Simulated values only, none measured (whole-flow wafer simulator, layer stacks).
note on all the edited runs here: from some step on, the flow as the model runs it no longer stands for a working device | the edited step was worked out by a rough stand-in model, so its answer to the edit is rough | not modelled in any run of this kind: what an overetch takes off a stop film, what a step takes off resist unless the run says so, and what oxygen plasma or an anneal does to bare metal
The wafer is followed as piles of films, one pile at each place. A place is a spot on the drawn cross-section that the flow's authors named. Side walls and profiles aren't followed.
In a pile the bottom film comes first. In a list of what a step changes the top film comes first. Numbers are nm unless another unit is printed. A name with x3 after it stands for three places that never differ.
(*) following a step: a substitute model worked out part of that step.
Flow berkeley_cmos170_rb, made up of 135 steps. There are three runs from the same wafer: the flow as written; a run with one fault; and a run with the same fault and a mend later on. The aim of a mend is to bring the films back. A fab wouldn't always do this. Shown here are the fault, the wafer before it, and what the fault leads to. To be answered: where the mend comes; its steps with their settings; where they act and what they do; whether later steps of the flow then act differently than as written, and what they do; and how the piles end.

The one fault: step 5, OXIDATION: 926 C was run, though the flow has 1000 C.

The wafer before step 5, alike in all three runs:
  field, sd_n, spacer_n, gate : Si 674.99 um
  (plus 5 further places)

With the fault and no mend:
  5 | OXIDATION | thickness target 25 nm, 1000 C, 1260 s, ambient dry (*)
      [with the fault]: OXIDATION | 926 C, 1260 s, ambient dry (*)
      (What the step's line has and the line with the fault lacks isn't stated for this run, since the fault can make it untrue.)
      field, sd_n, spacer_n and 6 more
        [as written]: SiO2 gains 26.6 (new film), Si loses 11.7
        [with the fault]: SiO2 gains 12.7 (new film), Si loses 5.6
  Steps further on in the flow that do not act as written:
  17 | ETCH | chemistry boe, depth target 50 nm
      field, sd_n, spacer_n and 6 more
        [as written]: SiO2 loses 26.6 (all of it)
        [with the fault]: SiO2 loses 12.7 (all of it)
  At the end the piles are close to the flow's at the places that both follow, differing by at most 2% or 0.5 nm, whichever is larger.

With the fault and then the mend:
  The mend follows step 6.
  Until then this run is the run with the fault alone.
  6a | OXIDATION | 1000 C, 800 s, ambient dry (*) (a further turn of the flow's step 5, with different settings)
      field, sd_n, spacer_n and 6 more
        SiO2 gains 13.8, Si loses 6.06
  Every later step of the flow that is run acts as written, at every place that is followed, to within 2% or 0.5 nm, whichever is larger.
  By the end, the piles equal the flow's at every place that both follow.
